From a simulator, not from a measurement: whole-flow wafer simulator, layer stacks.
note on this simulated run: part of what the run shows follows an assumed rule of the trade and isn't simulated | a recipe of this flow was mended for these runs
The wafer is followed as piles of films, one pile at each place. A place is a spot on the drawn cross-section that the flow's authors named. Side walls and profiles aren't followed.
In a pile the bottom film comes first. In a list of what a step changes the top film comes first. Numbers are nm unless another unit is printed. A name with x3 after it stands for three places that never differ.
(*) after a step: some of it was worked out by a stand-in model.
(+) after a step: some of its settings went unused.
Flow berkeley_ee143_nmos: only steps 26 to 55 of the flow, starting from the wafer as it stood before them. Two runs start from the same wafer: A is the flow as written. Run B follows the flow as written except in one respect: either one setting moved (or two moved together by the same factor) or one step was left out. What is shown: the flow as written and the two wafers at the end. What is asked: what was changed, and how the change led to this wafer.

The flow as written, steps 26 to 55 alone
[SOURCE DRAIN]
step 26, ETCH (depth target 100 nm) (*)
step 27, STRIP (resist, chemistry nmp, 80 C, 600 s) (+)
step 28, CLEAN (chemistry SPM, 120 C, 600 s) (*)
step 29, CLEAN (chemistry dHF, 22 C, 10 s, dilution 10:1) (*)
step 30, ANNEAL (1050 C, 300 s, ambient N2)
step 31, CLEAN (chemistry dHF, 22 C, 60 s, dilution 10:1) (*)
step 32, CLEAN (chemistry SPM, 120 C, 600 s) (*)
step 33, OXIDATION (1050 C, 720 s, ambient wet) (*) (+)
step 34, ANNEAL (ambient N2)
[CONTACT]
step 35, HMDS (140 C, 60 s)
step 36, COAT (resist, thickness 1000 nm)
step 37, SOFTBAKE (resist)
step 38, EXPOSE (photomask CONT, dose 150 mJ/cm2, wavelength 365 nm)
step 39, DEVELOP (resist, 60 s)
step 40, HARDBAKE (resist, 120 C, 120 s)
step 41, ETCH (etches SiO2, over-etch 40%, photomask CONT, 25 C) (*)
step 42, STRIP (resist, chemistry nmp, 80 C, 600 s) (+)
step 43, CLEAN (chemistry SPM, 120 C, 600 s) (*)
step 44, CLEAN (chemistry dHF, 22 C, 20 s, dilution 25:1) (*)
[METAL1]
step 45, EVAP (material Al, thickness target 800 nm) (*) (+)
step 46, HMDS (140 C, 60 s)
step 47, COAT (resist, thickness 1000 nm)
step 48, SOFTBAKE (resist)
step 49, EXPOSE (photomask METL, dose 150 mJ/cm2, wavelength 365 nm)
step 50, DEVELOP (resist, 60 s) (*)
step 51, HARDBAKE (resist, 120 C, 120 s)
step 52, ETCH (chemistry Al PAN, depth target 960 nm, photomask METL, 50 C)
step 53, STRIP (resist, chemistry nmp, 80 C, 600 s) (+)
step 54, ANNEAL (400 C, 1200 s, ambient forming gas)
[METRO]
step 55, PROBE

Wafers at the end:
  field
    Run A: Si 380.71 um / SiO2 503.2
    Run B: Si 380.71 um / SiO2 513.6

What caused this: step 31, CLEAN: 36 s was run, while the flow as written has 60 s.

The path from the change to this, step by step:
  step 31, CLEAN (chemistry dHF, 22 C, 60 s, dilution 10:1) (*)
      field: A SiO2 loses 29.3 | B SiO2 loses 17.6
